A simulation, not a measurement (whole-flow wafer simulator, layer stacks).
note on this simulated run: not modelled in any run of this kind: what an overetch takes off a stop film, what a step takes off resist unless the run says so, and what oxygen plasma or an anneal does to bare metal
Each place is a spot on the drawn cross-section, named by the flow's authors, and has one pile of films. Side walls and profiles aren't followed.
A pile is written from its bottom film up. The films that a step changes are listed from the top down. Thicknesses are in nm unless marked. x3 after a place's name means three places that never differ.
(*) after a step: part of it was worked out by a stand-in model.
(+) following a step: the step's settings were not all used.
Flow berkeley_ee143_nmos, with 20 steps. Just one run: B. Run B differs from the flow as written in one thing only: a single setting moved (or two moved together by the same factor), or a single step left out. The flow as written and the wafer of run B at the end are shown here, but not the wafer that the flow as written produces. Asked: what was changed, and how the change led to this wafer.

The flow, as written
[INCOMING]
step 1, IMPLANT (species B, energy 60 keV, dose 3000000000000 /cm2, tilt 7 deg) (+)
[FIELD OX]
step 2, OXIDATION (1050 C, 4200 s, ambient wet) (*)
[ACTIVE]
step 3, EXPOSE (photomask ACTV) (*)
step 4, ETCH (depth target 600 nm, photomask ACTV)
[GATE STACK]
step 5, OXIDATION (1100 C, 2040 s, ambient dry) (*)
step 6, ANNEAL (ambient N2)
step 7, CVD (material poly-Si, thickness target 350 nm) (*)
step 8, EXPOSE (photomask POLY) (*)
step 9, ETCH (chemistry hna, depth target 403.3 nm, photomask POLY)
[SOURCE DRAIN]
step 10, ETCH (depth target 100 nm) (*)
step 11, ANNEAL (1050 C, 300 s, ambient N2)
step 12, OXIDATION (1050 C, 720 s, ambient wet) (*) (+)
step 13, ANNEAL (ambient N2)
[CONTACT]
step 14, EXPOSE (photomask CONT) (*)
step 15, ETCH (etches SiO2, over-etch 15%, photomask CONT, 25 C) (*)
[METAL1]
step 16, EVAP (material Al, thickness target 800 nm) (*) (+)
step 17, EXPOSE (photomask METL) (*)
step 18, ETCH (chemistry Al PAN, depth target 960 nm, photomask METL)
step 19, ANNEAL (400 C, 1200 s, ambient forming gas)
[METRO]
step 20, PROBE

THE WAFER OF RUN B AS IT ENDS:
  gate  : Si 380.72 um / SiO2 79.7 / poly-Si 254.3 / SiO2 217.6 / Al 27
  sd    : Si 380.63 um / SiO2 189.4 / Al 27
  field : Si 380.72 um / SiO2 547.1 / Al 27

The reason: step 18, ETCH: depth target 773 nm was run, whereas the flow has depth target 960 nm.

The path from the change to this, step by step:
  step 18, ETCH (chemistry Al PAN, depth target 960 nm, photomask METL)
      gate, sd, field: -773 Al (in the flow as written it would be: -800 Al (all of it))
With metal films that touch counted as one body, gate has 1 body; the flow as written gives 0 bodies.
With metal films that touch counted as one body, sd has 1 body; the flow as written gives 0 bodies.
With metal films that touch counted as one body, field has 1 body; the flow as written gives 0 bodies.
